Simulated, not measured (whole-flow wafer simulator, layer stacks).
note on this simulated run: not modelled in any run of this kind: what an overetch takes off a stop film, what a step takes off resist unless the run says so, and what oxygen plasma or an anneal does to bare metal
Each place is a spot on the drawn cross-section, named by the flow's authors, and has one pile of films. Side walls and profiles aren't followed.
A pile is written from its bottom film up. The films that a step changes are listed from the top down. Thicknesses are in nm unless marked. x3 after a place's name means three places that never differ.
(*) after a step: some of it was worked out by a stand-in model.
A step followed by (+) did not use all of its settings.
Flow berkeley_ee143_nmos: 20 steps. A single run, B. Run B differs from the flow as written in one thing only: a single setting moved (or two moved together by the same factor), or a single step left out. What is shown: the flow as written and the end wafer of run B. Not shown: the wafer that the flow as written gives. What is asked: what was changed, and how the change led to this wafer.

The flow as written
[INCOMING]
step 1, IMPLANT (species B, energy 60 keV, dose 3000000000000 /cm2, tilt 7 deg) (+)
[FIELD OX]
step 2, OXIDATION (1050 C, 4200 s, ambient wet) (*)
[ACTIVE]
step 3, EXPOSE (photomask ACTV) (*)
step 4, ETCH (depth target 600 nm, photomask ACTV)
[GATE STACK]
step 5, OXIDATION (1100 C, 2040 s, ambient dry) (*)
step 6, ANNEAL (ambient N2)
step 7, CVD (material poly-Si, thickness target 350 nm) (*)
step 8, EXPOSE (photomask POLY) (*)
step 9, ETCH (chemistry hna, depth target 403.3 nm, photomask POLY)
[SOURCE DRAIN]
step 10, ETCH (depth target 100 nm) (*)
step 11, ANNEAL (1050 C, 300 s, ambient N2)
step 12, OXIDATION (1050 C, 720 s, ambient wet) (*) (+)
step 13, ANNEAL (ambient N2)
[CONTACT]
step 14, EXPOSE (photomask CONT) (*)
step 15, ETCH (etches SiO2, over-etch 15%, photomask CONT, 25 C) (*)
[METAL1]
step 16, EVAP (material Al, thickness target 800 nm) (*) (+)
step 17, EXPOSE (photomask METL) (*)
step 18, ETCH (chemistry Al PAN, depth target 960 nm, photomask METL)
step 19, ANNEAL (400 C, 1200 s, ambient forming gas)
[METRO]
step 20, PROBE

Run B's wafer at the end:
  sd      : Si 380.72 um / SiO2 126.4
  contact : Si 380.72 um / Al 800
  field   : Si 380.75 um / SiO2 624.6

What caused this: step 9, ETCH: depth target 329.5 nm was run, whereas the flow has depth target 403.3 nm.

Step by step, how the change led to this:
  step 9, ETCH (chemistry hna, depth target 403.3 nm, photomask POLY)
      sd, contact, field: poly-Si loses 329.5 (in the flow as written it would be: poly-Si loses 350 (all of it))
  step 10, ETCH (depth target 100 nm) (*)
      sd, contact: nothing (in the flow as written it would be: SiO2 loses 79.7 (all of it))
      field: nothing (in the flow as written it would be: SiO2 loses 100)
  step 12, OXIDATION (1050 C, 720 s, ambient wet) (*) (+)
      sd, contact: poly-Si loses 20.5 (all of it), SiO2 gains 46.7 (in the flow as written it would be: SiO2 gains 189.4 (new film), Si loses 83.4)
      field: poly-Si loses 20.5 (all of it), SiO2 gains 46.7 (in the flow as written it would be: SiO2 gains 69.1, Si loses 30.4)
  step 15, ETCH (etches SiO2, over-etch 15%, photomask CONT, 25 C) (*)
      contact: SiO2 loses 126.4 (all of it) (in the flow as written it would be: SiO2 loses 189.4 (all of it))
